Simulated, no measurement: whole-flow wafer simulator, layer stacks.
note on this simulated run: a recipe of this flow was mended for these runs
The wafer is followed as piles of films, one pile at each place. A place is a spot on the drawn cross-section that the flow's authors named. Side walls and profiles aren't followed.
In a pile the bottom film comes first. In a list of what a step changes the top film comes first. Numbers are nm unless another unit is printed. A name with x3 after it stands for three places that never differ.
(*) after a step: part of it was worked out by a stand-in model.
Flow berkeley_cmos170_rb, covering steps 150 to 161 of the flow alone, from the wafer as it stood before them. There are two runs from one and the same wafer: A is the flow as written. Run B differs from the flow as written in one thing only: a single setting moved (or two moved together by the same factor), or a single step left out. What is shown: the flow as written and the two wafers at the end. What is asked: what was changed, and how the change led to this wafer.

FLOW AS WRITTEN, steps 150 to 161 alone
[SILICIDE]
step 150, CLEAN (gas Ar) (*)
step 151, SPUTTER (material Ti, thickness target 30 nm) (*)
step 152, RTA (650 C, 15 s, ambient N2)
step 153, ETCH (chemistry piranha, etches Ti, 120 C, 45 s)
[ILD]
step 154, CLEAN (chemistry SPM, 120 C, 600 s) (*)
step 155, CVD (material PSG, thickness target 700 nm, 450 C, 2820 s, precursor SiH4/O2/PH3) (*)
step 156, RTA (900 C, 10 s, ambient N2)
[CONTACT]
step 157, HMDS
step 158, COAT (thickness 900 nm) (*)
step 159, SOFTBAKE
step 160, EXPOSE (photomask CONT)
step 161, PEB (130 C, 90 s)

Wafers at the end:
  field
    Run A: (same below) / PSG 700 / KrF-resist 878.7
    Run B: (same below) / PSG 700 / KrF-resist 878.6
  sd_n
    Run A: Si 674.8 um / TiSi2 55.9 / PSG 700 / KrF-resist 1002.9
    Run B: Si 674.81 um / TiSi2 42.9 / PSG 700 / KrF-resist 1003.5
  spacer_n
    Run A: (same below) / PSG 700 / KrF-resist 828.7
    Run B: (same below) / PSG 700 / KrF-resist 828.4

Cause: step 151, SPUTTER: thickness target 23 nm was run, while the flow as written has thickness target 30 nm.

The path from the change to this, step by step:
  step 151, SPUTTER (material Ti, thickness target 30 nm) (*)
      field, sd_n, spacer_n, gate, spacer_p, gate_p, contact, m1: A +30 Ti (new film) | B +23 Ti (new film)
      sd_p: A +27.9 Ti (new film) | B +21.4 Ti (new film)
  step 152, RTA (650 C, 15 s, ambient N2)
      sd_n, contact, m1: A -23.4 Ti, +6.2 TiSi first (new film), +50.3 TiSi2 C49 (new film), -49 Si | B -17.9 Ti, +45.6 TiSi2 C49 (new film), -40.7 Si
      gate, gate_p: A -23.4 Ti, +6.2 TiSi first (new film), +50.3 TiSi2 C49 (new film), -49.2 poly-Si | B -17.9 Ti, +45.6 TiSi2 C49 (new film), -40.9 poly-Si
      (also at 1 further place)
  step 153, ETCH (chemistry piranha, etches Ti, 120 C, 45 s)
      sd_n, gate, gate_p, contact, m1: A -6.6 Ti (all of it), -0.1 TiSi first | B -5.06 Ti (all of it), -0.1 TiSi2 C49
      sd_p: A -6.14 Ti (all of it), -0.1 TiSi first | B -4.71 Ti (all of it), -0.1 TiSi2 C49
      (also at 3 further places)
  step 156, RTA (900 C, 10 s, ambient N2)
      sd_n, contact, m1: A under 1 film: +55.9 TiSi2 (new film), -6.09 TiSi first (all of it), -50.3 TiSi2 C49 (all of it), -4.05 Si | B under 1 film: +42.9 TiSi2 (new film), -45.5 TiSi2 C49 (all of it)
      gate, gate_p: A under 1 film: +55.9 TiSi2 (new film), -6.09 TiSi first (all of it), -50.3 TiSi2 C49 (all of it), -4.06 poly-Si | B under 1 film: +42.9 TiSi2 (new film), -45.5 TiSi2 C49 (all of it)
      (also at 1 further place)
